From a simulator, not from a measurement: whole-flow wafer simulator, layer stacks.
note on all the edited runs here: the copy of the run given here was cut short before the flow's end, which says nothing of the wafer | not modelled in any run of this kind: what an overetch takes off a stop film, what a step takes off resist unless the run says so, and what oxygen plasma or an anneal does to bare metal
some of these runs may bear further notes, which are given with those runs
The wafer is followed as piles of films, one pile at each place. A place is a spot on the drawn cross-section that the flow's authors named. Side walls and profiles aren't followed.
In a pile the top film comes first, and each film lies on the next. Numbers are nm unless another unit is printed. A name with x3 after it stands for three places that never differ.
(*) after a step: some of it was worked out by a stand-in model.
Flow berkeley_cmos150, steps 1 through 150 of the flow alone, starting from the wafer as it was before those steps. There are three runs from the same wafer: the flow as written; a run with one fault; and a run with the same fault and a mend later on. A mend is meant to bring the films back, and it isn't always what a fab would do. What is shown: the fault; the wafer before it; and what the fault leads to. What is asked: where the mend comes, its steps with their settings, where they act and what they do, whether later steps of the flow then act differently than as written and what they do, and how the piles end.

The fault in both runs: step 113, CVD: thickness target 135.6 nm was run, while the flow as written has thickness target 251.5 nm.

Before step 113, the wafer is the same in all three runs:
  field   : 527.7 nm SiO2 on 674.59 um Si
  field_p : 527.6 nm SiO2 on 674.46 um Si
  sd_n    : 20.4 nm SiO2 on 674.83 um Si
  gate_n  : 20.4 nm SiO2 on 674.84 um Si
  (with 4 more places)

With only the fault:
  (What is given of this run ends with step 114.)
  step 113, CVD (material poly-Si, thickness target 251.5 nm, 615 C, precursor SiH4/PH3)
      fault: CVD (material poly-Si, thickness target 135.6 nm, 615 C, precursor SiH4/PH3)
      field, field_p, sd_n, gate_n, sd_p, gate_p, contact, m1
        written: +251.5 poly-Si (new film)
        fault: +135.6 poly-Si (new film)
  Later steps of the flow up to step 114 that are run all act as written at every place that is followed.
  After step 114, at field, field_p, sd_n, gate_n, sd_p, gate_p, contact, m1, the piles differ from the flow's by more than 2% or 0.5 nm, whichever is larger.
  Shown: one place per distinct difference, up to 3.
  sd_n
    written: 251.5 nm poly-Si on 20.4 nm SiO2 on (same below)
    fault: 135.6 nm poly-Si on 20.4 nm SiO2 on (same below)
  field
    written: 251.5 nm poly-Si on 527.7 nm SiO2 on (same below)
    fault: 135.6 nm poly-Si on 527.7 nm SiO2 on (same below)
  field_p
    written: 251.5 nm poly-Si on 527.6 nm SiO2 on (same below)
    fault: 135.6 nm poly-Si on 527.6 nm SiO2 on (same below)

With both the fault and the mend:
  After step 113 comes the mend.
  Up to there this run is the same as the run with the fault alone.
  step 113a, CVD (material poly-Si, thickness target 115.9 nm, 615 C, precursor SiH4/PH3) (*) (a further turn of the flow's step 113, with different settings)
      field, field_p, sd_n, gate_n, sd_p, gate_p, contact, m1
        +115.9 poly-Si
  Later steps of the flow that are run all act as written at every place that is followed, up to a difference of at most 2% or 0.5 nm, whichever is larger.
  At every place that both follow, the piles at the end match the flow's.
